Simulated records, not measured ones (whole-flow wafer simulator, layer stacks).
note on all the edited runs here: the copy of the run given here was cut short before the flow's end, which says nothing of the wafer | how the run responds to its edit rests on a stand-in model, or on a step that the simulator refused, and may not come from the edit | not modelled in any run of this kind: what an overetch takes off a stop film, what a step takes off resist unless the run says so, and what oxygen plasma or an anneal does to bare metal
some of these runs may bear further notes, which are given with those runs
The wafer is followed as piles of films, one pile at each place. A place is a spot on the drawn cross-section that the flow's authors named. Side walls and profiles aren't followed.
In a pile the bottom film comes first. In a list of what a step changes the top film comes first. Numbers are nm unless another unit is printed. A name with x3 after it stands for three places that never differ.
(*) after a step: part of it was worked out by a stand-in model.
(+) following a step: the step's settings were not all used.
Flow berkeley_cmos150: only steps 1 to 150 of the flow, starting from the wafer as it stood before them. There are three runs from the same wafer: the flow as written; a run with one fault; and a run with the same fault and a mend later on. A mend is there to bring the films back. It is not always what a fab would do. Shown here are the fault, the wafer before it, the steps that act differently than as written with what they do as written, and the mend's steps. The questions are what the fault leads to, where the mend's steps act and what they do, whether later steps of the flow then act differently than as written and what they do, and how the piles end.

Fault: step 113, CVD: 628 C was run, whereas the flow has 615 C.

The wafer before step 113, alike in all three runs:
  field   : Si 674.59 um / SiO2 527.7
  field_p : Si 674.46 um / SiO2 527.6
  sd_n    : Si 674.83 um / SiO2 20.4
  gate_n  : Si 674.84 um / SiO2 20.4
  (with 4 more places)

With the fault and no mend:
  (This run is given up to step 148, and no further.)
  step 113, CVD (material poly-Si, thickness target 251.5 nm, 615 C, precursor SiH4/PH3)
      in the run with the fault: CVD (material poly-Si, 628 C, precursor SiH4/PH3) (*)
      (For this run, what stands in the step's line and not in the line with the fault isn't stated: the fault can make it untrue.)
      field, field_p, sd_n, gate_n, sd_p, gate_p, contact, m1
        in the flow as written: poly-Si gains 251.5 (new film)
        in the run with the fault: poly-Si gains 334.8 (new film)
  Later steps of the flow acting differently than as written (7 more steps, not shown, differ only slightly: by at most 2% or 0.5 nm, whichever is larger):
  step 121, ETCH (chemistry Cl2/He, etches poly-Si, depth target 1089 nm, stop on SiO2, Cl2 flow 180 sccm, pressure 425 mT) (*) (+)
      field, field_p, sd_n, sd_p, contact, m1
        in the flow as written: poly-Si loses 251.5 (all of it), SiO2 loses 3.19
        in the run with the fault: poly-Si loses 334.8 (all of it), SiO2 loses 3.19
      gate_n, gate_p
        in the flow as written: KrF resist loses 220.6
        in the run with the fault: KrF resist loses 280.1
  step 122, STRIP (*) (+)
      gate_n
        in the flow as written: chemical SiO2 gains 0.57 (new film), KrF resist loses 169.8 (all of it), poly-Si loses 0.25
        in the run with the fault: chemical SiO2 gains 0.62 (new film), KrF resist loses 110.2 (all of it), poly-Si loses 0.27
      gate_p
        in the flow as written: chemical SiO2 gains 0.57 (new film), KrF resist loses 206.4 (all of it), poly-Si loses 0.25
        in the run with the fault: chemical SiO2 gains 0.62 (new film), KrF resist loses 146.6 (all of it), poly-Si loses 0.27
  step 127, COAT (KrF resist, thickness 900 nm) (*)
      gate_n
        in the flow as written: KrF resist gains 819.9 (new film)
        in the run with the fault: KrF resist gains 759.1 (new film)
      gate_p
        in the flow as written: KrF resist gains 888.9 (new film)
        in the run with the fault: KrF resist gains 827.2 (new film)
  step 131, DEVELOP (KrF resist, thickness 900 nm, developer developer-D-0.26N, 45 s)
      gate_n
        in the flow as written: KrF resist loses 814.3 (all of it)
        in the run with the fault: KrF resist loses 753.8 (all of it)
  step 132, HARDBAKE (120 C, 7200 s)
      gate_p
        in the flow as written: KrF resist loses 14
        in the run with the fault: KrF resist loses 12.9
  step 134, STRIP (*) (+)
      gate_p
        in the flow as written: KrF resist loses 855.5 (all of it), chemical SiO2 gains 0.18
        in the run with the fault: KrF resist loses 795.3 (all of it), chemical SiO2 gains 0.18, poly-Si loses 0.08
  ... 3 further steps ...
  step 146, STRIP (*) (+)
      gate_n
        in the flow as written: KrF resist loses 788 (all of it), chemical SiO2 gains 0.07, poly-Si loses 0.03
        in the run with the fault: KrF resist loses 728.6 (all of it), chemical SiO2 gains 0.07
  The piles after step 148 differ from the flow's at gate_n, gate_p by more than 2% or 0.5 nm, whichever is larger.
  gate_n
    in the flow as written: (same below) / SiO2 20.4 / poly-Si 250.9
    in the run with the fault: (same below) / SiO2 20.4 / poly-Si 334.3
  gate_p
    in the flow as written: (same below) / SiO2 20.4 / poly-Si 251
    in the run with the fault: (same below) / SiO2 20.4 / poly-Si 334.3

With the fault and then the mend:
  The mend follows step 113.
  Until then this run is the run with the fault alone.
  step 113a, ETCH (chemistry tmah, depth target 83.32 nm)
      field, field_p, sd_n, gate_n, sd_p, gate_p, contact, m1
        poly-Si loses 83.3
  None of the later steps of the flow differs from how it acts as written, at any place that is followed, by more than 2% or 0.5 nm, whichever is larger.
  At the end the piles are close to the flow's at the places that both follow, differing by at most 2% or 0.5 nm, whichever is larger.
